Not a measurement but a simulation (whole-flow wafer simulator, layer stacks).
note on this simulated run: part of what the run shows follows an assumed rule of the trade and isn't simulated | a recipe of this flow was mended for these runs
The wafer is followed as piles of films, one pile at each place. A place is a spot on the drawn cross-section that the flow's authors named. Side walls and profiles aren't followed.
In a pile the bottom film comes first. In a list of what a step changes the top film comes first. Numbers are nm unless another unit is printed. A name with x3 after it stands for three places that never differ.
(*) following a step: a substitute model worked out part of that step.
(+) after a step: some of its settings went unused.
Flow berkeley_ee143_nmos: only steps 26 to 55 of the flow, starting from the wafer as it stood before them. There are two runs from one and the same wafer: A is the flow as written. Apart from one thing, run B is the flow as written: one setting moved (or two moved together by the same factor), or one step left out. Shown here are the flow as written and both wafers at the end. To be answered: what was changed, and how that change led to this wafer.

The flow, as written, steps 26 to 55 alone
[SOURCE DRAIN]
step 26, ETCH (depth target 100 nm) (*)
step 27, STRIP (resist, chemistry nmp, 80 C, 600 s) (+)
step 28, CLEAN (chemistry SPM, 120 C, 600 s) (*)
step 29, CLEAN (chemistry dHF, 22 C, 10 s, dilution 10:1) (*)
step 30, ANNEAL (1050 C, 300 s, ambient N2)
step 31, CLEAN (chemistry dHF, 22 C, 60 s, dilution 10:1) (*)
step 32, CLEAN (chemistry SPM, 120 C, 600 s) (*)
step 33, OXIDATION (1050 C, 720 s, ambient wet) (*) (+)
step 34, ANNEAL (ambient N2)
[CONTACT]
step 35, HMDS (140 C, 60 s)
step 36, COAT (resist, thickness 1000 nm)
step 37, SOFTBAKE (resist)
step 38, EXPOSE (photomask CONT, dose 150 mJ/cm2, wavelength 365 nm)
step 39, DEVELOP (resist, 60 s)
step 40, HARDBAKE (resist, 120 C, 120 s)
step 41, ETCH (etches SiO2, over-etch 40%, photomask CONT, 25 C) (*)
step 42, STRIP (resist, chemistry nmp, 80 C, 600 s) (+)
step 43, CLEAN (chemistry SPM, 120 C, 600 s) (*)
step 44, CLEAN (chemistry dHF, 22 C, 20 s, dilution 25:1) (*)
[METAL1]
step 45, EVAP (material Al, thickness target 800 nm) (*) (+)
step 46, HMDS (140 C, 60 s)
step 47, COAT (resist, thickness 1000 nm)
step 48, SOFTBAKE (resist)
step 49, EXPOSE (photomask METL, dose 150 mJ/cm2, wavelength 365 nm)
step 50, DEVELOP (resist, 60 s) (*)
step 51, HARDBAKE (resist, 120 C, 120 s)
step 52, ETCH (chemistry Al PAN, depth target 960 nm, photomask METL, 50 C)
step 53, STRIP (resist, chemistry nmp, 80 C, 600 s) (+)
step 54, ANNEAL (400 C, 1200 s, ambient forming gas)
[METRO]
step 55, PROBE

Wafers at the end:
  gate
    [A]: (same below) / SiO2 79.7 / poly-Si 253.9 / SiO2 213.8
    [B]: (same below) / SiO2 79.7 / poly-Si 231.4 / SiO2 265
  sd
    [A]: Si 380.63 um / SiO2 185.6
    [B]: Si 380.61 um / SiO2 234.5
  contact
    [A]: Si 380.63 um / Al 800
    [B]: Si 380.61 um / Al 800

Cause: step 33, OXIDATION: 999 s was run, while the flow as written has 720 s.

How this came from the change, step by step:
  step 33, OXIDATION (1050 C, 720 s, ambient wet) (*) (+)
      sd, contact: A SiO2 gains 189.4 (new film), chemical SiO2 loses 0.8 (all of it), Si loses 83 | B SiO2 gains 238.3 (new film), chemical SiO2 loses 0.8 (all of it), Si loses 104.5
      gate: A SiO2 gains 217.6 (new film), chemical SiO2 loses 0.8 (all of it), poly-Si loses 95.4 | B SiO2 gains 268.8 (new film), chemical SiO2 loses 0.8 (all of it), poly-Si loses 117.9
      (also at 1 further place)
  step 41, ETCH (etches SiO2, over-etch 40%, photomask CONT, 25 C) (*)
      contact: A SiO2 loses 189.4 (all of it) | B SiO2 loses 238.3 (all of it)
  step 47, COAT (resist, thickness 1000 nm)
      contact: A resist gains 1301 (new film) | B resist gains 1335.1 (new film)
  step 51, HARDBAKE (resist, 120 C, 120 s)
      contact: A resist loses 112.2 | B resist loses 115.3
  step 53, STRIP (resist, chemistry nmp, 80 C, 600 s) (+)
      contact: A resist loses 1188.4 (all of it) | B resist loses 1219.3 (all of it)
